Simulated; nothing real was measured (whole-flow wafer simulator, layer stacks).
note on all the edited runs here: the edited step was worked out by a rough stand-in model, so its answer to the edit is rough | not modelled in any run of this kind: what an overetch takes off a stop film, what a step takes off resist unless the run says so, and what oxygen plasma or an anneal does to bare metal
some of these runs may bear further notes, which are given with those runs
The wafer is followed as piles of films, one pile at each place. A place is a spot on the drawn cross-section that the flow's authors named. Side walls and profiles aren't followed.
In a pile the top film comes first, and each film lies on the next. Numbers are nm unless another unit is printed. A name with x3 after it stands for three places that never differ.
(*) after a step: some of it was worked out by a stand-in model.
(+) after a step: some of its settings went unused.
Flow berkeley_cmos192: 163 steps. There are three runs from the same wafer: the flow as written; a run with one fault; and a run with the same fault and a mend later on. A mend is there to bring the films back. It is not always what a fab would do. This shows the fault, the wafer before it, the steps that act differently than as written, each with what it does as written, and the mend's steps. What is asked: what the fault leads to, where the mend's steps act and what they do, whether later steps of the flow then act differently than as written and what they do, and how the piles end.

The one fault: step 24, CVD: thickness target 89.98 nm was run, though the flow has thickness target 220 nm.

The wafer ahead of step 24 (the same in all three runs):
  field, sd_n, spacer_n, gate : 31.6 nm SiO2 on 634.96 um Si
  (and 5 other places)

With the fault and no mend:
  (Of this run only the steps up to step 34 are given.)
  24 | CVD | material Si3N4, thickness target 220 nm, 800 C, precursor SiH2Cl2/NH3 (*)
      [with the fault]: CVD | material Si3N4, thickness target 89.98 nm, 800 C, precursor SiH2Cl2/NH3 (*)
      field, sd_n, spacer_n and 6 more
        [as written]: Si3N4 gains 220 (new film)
        [with the fault]: Si3N4 gains 90 (new film)
  Later steps of the flow acting differently than as written:
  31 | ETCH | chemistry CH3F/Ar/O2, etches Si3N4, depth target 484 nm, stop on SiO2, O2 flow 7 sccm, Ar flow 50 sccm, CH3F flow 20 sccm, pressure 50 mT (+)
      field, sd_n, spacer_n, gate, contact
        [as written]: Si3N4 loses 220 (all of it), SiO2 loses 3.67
        [with the fault]: Si3N4 loses 90 (all of it), SiO2 loses 3.67
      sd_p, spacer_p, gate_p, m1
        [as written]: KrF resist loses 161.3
        [with the fault]: KrF resist loses 74.7
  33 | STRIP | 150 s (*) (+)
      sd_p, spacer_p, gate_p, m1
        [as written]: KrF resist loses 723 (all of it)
        [with the fault]: KrF resist loses 809.7 (all of it)
  Once step 34 is done, the piles at sd_p, spacer_p, gate_p, m1 depart from the flow's by more than 2% or 0.5 nm, whichever is larger.
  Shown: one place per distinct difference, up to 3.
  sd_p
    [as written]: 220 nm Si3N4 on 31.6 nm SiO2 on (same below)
    [with the fault]: 90 nm Si3N4 on 31.6 nm SiO2 on (same below)

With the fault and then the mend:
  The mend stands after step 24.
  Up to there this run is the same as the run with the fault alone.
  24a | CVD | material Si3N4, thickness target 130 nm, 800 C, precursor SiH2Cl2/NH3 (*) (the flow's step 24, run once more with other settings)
      field, sd_n, spacer_n and 6 more
        Si3N4 gains 130
  Every later step of the flow that is run acts as written at every place that is followed.
  By the end, the piles equal the flow's at every place that both follow.
